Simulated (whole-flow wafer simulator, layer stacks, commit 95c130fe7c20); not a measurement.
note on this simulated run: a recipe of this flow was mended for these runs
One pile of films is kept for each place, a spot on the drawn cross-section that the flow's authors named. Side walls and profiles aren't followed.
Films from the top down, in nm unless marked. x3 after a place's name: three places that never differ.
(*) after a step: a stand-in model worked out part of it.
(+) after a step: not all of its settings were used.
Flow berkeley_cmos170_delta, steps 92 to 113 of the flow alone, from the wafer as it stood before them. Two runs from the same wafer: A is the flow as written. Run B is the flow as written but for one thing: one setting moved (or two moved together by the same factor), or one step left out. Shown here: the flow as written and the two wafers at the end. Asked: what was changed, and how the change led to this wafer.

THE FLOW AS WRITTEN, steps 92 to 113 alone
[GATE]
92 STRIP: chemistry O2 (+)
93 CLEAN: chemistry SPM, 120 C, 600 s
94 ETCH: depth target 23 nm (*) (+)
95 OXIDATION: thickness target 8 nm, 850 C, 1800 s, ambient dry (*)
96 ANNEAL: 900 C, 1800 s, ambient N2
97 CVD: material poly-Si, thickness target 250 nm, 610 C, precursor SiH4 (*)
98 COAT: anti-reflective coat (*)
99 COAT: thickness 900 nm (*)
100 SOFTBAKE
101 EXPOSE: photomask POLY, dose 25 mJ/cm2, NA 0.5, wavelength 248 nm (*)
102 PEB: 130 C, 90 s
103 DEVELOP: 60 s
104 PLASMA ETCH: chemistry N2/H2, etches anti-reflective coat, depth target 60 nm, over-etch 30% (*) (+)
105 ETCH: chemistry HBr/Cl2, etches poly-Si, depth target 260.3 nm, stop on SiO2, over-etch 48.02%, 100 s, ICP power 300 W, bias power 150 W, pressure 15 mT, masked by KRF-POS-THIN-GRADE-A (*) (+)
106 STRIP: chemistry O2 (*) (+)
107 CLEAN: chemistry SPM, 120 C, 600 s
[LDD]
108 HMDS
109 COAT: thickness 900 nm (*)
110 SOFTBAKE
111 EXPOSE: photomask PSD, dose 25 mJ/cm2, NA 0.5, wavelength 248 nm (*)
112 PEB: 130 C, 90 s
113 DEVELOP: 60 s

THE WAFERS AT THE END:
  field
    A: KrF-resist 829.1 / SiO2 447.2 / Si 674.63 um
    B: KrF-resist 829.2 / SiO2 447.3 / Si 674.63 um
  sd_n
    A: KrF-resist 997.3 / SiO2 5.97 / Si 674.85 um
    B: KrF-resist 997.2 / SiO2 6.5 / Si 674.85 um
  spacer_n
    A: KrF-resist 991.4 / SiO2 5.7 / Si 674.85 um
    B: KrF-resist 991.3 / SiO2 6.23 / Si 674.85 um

The cause: step 95, OXIDATION: thickness target 8.96 nm was run, where the flow has thickness target 8 nm; step 95, OXIDATION: 2016 s was run, where the flow has 1800 s.

How the change led to this, step by step:
  95 OXIDATION: thickness target 8 nm, 850 C, 1800 s, ambient dry (*)
      sd_n, spacer_n, gate, sd_p, spacer_p, gate_p, contact, m1: A SiO2 +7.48 (new film), Si -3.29 | B SiO2 +8.01 (new film), Si -3.53
